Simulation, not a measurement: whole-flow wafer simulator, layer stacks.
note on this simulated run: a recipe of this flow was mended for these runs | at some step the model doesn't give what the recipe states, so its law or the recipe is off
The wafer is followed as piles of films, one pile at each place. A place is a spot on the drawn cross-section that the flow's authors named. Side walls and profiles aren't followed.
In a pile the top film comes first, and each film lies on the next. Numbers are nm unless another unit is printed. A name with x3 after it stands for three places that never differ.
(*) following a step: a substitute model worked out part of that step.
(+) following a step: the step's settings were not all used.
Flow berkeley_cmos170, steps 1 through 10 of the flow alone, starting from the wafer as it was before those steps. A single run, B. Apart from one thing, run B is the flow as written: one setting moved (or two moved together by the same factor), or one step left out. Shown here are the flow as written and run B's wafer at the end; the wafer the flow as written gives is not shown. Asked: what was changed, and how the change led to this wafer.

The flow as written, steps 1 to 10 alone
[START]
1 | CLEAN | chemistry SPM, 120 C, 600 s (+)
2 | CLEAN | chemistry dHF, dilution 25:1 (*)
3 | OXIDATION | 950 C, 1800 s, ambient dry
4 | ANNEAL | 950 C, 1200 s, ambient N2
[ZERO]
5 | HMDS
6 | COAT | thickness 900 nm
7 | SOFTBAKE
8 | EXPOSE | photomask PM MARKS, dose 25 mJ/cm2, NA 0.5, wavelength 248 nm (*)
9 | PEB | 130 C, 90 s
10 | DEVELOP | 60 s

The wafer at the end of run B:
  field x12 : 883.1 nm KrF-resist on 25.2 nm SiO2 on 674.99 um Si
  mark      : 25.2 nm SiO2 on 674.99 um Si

Cause: step 3, OXIDATION: 973 C was run, though the flow has 950 C.

How this came from the change, step by step:
  3 | OXIDATION | 950 C, 1800 s, ambient dry
      field x12, mark: SiO2 gains 25.2 (new film), Si loses 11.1 (it would be, as written: SiO2 gains 20.4 (new film), Si loses 8.98)
